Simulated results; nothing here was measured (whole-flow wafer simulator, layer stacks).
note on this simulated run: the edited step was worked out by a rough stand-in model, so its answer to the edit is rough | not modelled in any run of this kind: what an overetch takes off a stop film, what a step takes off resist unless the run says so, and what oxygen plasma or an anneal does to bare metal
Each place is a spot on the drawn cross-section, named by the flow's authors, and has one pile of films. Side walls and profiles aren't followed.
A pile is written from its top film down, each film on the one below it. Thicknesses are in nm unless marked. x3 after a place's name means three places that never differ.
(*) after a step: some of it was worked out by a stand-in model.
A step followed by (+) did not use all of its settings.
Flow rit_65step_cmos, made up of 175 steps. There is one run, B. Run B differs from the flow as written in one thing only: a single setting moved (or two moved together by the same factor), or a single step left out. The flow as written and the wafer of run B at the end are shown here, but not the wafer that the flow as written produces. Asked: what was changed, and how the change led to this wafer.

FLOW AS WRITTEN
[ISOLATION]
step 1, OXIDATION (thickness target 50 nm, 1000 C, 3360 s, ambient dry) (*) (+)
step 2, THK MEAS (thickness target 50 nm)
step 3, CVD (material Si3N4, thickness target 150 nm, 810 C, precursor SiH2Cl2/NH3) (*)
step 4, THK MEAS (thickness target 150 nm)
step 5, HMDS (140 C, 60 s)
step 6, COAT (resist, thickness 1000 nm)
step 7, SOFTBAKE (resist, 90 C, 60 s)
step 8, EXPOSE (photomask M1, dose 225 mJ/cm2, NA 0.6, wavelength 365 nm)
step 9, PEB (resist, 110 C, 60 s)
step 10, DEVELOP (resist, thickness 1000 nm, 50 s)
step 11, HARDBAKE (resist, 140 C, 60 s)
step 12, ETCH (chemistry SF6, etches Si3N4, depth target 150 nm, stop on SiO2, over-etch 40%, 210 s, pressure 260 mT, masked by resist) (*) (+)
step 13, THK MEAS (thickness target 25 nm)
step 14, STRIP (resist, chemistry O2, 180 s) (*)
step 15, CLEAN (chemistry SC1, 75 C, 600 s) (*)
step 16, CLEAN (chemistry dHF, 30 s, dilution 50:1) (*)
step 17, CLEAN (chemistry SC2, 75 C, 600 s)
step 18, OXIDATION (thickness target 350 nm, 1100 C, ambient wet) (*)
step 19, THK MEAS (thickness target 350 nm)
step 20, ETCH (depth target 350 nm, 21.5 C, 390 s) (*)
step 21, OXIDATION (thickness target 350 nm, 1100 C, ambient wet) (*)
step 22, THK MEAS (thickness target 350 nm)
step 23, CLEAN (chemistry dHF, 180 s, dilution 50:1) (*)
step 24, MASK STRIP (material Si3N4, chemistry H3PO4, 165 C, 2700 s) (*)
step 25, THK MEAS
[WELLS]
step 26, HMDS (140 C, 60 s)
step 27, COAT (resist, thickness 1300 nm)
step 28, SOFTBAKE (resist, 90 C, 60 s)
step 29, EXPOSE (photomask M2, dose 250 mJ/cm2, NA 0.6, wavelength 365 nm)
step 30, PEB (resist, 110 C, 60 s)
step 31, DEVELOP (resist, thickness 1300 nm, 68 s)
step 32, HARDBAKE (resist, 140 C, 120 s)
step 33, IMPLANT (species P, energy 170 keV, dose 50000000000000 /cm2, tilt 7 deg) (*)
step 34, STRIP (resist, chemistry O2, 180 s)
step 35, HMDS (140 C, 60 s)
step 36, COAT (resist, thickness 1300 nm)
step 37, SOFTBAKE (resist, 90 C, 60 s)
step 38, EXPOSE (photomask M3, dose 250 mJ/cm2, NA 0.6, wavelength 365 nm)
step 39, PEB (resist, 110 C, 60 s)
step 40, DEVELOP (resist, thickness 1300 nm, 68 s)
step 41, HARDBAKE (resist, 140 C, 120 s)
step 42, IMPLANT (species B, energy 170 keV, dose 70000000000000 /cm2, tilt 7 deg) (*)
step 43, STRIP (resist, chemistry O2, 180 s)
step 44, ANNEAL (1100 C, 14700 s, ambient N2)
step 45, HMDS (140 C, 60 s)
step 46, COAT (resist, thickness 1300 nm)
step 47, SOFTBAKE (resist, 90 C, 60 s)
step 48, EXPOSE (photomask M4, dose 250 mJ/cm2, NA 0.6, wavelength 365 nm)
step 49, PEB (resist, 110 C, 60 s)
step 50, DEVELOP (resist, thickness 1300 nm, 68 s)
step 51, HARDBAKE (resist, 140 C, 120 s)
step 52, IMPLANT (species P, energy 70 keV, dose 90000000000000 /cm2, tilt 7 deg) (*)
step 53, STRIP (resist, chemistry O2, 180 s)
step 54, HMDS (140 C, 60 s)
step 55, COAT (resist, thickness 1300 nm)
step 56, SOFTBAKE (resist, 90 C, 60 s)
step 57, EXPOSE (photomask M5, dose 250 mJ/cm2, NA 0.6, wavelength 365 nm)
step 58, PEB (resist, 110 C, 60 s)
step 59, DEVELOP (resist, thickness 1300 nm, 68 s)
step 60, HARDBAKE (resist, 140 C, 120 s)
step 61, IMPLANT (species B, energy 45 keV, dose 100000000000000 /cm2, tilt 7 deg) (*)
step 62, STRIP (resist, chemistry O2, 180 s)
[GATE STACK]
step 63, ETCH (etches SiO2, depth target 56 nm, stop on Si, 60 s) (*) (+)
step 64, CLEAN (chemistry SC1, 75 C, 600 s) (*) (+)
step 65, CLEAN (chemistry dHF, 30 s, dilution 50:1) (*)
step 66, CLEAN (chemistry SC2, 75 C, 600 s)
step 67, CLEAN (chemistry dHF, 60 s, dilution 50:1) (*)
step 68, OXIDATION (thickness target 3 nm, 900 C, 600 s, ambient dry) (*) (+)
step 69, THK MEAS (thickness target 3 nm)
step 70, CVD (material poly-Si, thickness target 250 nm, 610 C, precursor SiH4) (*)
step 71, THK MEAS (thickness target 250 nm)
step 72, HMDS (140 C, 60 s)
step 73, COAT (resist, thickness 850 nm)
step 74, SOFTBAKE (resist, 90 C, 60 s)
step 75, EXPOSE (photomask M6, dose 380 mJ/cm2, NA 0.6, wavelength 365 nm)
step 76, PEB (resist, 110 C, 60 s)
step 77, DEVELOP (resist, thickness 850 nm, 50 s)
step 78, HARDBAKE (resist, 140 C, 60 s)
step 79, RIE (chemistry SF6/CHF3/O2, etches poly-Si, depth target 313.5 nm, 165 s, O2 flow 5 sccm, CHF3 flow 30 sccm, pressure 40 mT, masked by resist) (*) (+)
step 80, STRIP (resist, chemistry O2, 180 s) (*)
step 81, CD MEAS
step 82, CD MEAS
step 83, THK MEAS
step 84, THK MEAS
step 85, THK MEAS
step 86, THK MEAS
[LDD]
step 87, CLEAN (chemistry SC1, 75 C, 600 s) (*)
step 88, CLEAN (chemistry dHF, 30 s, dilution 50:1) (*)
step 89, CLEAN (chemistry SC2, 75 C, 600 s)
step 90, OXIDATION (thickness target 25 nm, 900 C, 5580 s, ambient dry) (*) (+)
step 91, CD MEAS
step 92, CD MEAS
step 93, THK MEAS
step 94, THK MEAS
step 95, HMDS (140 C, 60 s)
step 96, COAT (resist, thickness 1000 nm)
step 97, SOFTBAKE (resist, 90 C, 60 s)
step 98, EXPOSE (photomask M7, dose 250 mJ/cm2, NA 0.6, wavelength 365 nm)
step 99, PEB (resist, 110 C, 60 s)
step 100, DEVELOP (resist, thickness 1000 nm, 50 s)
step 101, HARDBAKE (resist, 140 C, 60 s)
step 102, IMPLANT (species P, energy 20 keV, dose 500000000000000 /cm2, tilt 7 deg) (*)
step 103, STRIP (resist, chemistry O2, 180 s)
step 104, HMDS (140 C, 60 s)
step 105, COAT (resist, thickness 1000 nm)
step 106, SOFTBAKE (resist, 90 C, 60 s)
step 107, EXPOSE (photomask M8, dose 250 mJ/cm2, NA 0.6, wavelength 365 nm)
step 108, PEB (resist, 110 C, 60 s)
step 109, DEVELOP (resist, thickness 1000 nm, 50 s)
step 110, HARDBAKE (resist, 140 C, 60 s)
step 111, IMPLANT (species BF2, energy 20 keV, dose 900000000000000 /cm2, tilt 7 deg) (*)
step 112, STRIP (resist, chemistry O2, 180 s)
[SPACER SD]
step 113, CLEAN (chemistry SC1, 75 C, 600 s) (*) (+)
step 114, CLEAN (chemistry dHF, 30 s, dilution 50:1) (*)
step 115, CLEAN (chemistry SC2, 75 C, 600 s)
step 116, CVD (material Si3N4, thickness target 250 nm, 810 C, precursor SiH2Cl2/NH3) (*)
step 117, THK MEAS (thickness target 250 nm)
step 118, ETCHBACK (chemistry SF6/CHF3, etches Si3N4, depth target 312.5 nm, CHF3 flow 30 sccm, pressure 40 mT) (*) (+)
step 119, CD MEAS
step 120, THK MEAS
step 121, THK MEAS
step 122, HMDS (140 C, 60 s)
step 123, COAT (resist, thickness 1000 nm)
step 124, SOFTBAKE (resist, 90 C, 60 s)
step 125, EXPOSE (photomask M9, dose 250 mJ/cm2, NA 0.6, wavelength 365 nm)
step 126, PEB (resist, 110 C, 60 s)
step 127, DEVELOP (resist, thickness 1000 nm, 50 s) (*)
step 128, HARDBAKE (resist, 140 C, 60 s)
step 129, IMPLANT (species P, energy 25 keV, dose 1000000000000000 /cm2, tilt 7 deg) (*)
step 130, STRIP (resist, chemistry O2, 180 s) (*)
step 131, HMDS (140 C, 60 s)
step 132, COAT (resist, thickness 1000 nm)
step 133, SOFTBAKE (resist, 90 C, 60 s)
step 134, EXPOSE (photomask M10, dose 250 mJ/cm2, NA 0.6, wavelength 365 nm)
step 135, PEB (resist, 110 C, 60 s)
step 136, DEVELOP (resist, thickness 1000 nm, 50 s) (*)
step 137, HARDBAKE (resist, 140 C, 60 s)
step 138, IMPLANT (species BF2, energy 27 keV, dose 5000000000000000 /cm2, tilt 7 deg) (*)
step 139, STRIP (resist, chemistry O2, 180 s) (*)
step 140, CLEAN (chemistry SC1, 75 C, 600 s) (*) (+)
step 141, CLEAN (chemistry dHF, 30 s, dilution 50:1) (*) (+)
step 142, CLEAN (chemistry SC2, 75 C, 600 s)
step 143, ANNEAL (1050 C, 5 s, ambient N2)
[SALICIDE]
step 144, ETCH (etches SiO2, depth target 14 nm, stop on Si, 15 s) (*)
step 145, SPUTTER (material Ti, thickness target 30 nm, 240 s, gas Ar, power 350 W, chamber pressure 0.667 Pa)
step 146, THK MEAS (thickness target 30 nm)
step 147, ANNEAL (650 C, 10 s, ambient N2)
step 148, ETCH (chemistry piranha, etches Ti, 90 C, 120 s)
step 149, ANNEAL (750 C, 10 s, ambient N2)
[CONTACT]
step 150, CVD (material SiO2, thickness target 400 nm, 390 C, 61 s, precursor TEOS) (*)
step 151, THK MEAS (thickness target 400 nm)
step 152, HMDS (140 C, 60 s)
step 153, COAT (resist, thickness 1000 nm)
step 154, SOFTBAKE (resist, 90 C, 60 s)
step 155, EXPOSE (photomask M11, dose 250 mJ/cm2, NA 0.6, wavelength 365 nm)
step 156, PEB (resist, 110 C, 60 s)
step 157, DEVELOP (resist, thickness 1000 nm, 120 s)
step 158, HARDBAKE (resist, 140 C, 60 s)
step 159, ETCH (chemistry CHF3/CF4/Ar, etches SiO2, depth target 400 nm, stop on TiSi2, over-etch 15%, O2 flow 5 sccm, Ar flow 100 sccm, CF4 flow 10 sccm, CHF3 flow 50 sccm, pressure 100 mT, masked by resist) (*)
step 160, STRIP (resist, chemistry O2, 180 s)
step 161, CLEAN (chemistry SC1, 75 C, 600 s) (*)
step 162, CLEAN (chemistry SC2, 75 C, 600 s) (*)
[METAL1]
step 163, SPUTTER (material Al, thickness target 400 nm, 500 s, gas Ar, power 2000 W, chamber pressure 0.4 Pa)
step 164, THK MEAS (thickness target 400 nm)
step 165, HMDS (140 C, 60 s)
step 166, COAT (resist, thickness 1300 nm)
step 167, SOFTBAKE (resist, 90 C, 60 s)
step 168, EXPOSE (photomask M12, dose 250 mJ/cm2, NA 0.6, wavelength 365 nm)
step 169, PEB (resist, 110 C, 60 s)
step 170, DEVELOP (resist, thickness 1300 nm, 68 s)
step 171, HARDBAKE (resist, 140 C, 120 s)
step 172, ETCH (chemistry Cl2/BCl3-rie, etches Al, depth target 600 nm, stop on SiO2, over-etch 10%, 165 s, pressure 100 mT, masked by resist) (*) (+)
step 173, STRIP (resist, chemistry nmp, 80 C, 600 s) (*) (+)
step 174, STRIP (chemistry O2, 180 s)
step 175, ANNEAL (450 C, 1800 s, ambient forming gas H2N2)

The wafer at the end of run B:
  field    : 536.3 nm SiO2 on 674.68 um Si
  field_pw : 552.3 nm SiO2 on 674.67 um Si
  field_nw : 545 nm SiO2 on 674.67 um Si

The reason: step 63, ETCH: 42 s was run, whereas the flow has 60 s.

How this came from the change, step by step:
  step 63, ETCH (etches SiO2, depth target 56 nm, stop on Si, 60 s) (*) (+)
      active_n, active_p, gate_n and 7 more: SiO2 loses 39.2 (it would be, as written: SiO2 loses 45.4 (all of it), Si loses 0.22)
      field, field_pw, field_nw, field_p: SiO2 loses 39.2 (it would be, as written: SiO2 loses 56)
  step 64, CLEAN (chemistry SC1, 75 C, 600 s) (*) (+)
      active_n, active_p, gate_n and 7 more: SiO2 loses 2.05 (it would be, as written: chemical SiO2 gains 0.6 (new film), Si loses 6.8)
  step 65, CLEAN (chemistry dHF, 30 s, dilution 50:1) (*)
      active_n, gate_n, spacer, sd_n, contact, m1: SiO2 loses 3.27 (it would be, as written: chemical SiO2 loses 0.6 (all of it))
      gate_p, spacer_p, sd_p: SiO2 loses 4.18 (all of it) (it would be, as written: chemical SiO2 loses 0.6 (all of it))
      (as well as at 1 more place)
  step 67, CLEAN (chemistry dHF, 60 s, dilution 50:1) (*)
      gate_n, spacer, sd_n, contact, m1: SiO2 loses 0.91 (all of it) (it would be, as written: chemical SiO2 loses 0.4 (all of it))
      active_n: SiO2 loses 0.88 (all of it) (it would be, as written: chemical SiO2 loses 0.4 (all of it))
